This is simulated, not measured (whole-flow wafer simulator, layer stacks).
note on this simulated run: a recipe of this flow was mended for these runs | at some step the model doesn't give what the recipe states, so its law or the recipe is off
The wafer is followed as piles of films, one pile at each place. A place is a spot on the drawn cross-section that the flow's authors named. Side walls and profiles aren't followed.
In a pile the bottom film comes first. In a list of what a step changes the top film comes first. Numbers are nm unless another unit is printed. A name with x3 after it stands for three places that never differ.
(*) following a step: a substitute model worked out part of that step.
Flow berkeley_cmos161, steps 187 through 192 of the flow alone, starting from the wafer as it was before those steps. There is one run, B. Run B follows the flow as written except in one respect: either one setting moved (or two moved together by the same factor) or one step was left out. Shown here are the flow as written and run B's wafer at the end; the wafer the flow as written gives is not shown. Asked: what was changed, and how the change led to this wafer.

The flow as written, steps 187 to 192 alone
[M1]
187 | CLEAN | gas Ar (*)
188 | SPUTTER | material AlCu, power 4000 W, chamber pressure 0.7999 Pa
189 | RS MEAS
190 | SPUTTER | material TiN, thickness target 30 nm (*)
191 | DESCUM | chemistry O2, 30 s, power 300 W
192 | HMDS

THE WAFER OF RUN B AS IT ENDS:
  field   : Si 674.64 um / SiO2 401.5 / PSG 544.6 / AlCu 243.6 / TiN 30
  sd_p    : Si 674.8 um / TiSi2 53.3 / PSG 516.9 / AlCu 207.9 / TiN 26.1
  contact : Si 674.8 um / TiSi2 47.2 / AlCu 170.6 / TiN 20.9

The reason: step 188, SPUTTER: power 3520 W was run, while the flow as written has power 4000 W.

Step by step, how the change led to this:
  188 | SPUTTER | material AlCu, power 4000 W, chamber pressure 0.7999 Pa
      field, sd_n, spacer_n, gate_n, spacer_p, gate_p, m1: +243.6 AlCu (new film) (in the flow as written it would be: +275.8 AlCu (new film))
      sd_p: +207.9 AlCu (new film) (in the flow as written it would be: +235.4 AlCu (new film))
      (and at 1 other place as well)
